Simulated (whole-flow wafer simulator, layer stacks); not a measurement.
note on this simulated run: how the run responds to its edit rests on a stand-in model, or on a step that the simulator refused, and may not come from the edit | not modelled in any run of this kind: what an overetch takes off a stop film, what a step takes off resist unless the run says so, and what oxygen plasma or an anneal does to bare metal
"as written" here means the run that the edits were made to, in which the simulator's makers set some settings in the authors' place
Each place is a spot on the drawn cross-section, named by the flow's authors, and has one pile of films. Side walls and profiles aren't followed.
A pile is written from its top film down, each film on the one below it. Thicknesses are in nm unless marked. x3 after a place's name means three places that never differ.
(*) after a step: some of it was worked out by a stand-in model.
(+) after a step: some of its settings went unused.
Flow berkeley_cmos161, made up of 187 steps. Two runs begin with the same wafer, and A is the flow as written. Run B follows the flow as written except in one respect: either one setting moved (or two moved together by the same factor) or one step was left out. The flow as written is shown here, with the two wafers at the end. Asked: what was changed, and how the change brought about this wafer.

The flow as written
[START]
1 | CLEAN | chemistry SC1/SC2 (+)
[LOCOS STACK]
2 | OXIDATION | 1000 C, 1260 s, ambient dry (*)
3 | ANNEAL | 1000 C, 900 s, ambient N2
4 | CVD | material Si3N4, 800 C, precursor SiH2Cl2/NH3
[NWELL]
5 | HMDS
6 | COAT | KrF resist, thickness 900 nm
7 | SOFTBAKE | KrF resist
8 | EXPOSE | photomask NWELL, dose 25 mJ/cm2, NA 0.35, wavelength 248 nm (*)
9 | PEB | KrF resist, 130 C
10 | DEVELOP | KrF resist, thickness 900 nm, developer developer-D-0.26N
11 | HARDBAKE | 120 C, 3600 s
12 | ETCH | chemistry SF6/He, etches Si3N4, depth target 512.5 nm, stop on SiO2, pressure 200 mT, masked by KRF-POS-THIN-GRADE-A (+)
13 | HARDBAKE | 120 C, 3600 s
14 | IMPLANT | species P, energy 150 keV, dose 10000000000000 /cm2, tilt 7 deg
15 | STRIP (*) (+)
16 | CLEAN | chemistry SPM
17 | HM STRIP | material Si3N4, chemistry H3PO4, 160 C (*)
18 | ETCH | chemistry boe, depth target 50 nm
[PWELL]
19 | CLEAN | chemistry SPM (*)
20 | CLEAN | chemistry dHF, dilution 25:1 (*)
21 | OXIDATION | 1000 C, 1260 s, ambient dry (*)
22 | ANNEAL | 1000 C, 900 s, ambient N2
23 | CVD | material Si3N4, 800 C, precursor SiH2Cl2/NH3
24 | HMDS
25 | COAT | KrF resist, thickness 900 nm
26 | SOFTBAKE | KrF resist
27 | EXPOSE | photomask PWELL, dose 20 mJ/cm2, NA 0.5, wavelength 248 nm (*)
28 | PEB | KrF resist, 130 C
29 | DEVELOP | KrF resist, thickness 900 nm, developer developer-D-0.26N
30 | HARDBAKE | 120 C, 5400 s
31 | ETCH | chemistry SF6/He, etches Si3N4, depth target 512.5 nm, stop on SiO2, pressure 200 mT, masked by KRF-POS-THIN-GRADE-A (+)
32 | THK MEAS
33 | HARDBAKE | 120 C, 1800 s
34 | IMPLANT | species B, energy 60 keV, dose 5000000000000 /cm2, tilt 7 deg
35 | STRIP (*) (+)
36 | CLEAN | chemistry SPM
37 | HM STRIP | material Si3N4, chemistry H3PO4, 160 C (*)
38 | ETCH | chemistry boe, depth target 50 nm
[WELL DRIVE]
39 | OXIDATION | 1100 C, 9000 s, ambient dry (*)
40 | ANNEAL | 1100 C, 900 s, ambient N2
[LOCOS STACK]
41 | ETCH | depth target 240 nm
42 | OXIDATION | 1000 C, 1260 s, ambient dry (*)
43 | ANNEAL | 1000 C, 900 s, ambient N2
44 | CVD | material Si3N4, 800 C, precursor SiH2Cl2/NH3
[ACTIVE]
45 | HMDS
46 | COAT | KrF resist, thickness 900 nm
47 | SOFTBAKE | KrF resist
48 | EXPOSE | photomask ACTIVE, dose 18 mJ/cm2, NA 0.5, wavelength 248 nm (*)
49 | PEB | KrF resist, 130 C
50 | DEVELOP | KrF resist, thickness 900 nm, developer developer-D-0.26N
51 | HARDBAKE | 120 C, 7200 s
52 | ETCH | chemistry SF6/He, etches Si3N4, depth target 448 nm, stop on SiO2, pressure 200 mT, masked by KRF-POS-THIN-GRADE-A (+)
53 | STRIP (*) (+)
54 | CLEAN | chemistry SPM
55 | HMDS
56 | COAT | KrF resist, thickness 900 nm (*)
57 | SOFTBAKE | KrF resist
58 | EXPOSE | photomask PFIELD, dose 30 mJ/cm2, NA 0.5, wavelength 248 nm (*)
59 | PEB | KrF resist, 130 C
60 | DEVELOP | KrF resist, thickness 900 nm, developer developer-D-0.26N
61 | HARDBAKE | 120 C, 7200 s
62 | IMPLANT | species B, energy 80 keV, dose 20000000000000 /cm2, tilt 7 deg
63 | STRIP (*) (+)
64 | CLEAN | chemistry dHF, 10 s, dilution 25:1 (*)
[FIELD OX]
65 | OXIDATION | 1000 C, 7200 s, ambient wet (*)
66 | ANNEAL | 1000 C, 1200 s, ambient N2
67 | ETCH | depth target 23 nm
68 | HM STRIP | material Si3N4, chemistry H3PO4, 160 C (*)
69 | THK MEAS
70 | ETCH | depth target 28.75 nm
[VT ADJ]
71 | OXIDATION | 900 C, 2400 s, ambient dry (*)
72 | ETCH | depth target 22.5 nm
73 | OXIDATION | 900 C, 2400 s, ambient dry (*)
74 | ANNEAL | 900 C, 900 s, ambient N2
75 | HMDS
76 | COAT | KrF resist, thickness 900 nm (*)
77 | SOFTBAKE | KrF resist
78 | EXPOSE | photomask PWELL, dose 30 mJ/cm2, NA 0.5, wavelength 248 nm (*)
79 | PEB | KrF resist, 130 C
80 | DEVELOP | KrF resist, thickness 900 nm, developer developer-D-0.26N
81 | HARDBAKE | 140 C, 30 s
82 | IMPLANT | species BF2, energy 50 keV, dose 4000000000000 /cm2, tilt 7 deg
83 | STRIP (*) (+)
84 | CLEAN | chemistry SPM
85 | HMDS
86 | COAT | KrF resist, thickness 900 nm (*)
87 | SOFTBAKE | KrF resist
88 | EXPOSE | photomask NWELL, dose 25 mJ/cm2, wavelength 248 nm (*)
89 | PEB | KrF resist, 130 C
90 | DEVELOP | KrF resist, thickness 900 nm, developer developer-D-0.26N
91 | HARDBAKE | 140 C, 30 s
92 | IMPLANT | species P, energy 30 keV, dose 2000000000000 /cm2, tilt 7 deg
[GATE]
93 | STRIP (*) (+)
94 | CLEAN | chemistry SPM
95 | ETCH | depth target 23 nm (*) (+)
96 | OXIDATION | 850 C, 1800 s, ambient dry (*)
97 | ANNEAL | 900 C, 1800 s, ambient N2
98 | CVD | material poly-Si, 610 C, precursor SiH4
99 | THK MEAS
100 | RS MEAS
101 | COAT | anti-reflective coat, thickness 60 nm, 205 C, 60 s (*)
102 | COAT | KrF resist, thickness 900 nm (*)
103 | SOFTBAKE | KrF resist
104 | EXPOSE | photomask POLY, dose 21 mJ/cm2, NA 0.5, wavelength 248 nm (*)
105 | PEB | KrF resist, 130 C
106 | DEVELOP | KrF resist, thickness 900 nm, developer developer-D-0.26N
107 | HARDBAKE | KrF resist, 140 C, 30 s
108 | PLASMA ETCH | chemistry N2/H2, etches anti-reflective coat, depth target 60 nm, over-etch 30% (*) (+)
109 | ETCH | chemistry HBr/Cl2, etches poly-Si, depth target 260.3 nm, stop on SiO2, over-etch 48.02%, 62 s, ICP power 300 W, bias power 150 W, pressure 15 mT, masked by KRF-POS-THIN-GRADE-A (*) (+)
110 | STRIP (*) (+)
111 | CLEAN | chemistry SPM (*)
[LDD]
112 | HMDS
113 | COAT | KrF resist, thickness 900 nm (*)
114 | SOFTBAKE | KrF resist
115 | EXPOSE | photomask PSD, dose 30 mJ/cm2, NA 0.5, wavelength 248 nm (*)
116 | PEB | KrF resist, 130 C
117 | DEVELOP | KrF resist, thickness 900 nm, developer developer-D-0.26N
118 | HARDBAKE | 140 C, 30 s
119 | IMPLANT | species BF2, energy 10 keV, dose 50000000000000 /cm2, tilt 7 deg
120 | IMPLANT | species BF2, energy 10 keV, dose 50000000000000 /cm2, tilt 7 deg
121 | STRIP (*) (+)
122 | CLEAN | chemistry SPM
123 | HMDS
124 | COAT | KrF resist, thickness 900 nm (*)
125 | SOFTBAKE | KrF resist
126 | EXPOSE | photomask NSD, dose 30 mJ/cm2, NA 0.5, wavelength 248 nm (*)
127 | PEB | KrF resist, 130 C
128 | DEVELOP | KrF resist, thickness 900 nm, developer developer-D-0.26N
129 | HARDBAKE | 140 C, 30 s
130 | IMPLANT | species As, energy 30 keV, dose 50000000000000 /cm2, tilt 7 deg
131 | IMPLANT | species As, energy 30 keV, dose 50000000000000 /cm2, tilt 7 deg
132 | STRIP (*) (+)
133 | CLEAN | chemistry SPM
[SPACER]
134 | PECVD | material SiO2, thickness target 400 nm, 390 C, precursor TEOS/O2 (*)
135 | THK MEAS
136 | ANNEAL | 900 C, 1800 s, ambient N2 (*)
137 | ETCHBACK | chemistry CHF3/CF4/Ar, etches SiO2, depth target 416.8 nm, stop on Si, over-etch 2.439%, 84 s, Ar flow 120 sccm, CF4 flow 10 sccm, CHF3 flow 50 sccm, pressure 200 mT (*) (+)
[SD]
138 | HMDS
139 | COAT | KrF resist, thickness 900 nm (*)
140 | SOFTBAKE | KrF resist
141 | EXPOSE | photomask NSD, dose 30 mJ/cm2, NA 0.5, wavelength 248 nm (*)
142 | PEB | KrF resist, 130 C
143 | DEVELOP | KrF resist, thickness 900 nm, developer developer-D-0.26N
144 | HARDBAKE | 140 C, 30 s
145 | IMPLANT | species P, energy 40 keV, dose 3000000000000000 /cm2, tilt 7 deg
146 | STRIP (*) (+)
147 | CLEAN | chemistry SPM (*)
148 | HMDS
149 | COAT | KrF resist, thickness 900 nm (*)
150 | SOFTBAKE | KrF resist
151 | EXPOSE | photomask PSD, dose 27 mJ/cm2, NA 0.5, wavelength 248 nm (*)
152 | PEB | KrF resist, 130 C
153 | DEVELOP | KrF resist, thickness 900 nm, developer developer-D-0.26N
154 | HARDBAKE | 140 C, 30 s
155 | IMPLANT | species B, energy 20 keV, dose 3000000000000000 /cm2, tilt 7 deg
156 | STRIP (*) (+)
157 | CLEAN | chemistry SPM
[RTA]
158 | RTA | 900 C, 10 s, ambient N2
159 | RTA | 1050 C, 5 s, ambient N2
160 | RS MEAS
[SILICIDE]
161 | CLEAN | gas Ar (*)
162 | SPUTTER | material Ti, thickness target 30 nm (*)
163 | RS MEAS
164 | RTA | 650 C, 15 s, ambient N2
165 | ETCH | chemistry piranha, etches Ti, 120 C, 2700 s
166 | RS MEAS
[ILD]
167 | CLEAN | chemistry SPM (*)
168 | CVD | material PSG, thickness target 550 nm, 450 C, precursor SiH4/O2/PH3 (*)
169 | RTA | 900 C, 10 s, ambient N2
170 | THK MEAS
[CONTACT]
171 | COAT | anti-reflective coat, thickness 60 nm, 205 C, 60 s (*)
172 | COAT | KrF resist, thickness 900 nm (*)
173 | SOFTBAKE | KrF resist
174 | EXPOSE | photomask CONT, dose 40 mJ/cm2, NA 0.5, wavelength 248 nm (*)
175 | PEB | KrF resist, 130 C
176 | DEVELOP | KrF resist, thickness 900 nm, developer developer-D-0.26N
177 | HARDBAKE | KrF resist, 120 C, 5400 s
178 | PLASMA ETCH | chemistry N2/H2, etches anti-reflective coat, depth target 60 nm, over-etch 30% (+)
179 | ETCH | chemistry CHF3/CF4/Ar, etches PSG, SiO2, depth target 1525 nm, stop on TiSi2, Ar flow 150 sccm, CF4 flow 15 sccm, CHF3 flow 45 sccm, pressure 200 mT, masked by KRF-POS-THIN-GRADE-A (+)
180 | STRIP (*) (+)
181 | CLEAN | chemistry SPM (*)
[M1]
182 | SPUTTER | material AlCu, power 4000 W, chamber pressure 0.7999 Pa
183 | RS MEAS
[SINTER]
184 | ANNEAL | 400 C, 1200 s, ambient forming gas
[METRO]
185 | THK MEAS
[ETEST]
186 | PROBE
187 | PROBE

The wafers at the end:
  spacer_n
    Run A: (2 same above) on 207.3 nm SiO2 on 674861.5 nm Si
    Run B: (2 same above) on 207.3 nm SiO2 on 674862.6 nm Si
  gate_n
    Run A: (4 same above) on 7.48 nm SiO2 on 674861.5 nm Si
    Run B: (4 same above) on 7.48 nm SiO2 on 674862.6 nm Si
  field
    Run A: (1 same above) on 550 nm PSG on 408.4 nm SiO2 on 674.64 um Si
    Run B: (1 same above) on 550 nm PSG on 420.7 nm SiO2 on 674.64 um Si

The reason: step 70, ETCH: depth target 16.36 nm was run, whereas the flow has depth target 28.75 nm.

The path from the change to this, step by step:
  70 | ETCH | depth target 28.75 nm
      spacer_n, gate_n, spacer_p, gate_p, contact, m1: A SiO2 loses 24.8 (all of it) | B SiO2 loses 16.4
      sd_n, sd_p: A SiO2 loses 25 (all of it) | B SiO2 loses 16.4
      (and at 1 other place as well)
  71 | OXIDATION | 900 C, 2400 s, ambient dry (*)
      spacer_n, gate_n, spacer_p, gate_p, contact, m1: A SiO2 gains 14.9 (new film), Si loses 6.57 | B SiO2 gains 12.3, Si loses 5.41
      sd_n, sd_p: A SiO2 gains 14.9 (new film), Si loses 6.57 | B SiO2 gains 12.2, Si loses 5.38
  72 | ETCH | depth target 22.5 nm
      spacer_n, gate_n, spacer_p, gate_p, contact, m1: A SiO2 loses 14.9 (all of it) | B SiO2 loses 20.7 (all of it)
      sd_n, sd_p: A SiO2 loses 14.9 (all of it) | B SiO2 loses 20.9 (all of it)
  101 | COAT | anti-reflective coat, thickness 60 nm, 205 C, 60 s (*)
      sd_n: A anti-reflective coat gains 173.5 (new film) | B anti-reflective coat gains 182.4 (new film)
      spacer_n: A anti-reflective coat gains 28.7 (new film) | B anti-reflective coat gains 26.7 (new film)
      (and at 4 other places as well)
  108 | PLASMA ETCH | chemistry N2/H2, etches anti-reflective coat, depth target 60 nm, over-etch 30% (*) (+)
      sd_n: A anti-reflective coat loses 173.5 (all of it), poly-Si loses 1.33 | B anti-reflective coat loses 182.4 (all of it), poly-Si loses 1.4
      spacer_n: A anti-reflective coat loses 28.7 (all of it), poly-Si loses 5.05 | B anti-reflective coat loses 26.7 (all of it), poly-Si loses 5.4
      (and at 2 other places as well)
  110 | STRIP (*) (+)
      gate_n: A chemical SiO2 gains 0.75 (new film), KrF resist loses 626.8 (all of it), anti-reflective coat loses 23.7 (all of it), poly-Si loses 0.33 | B chemical SiO2 gains 0.75 (new film), KrF resist loses 634.2 (all of it), anti-reflective coat loses 21.7 (all of it), poly-Si loses 0.33
      gate_p: A chemical SiO2 gains 0.75 (new film), KrF resist loses 598.2 (all of it), anti-reflective coat loses 27.9 (all of it), poly-Si loses 0.33 | B chemical SiO2 gains 0.75 (new film), KrF resist loses 602.5 (all of it), anti-reflective coat loses 26.9 (all of it), poly-Si loses 0.33
  171 | COAT | anti-reflective coat, thickness 60 nm, 205 C, 60 s (*)
      sd_n: A anti-reflective coat gains 149.7 (new film) | B anti-reflective coat gains 159 (new film)
      m1: A anti-reflective coat gains 97.8 (new film) | B anti-reflective coat gains 100.3 (new film)
  180 | STRIP (*) (+)
      sd_n: A KrF resist loses 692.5 (all of it), anti-reflective coat loses 149.7 (all of it) | B KrF resist loses 690.5 (all of it), anti-reflective coat loses 159 (all of it)
      m1: A KrF resist loses 739.9 (all of it), anti-reflective coat loses 97.8 (all of it) | B KrF resist loses 744.2 (all of it), anti-reflective coat loses 100.3 (all of it)
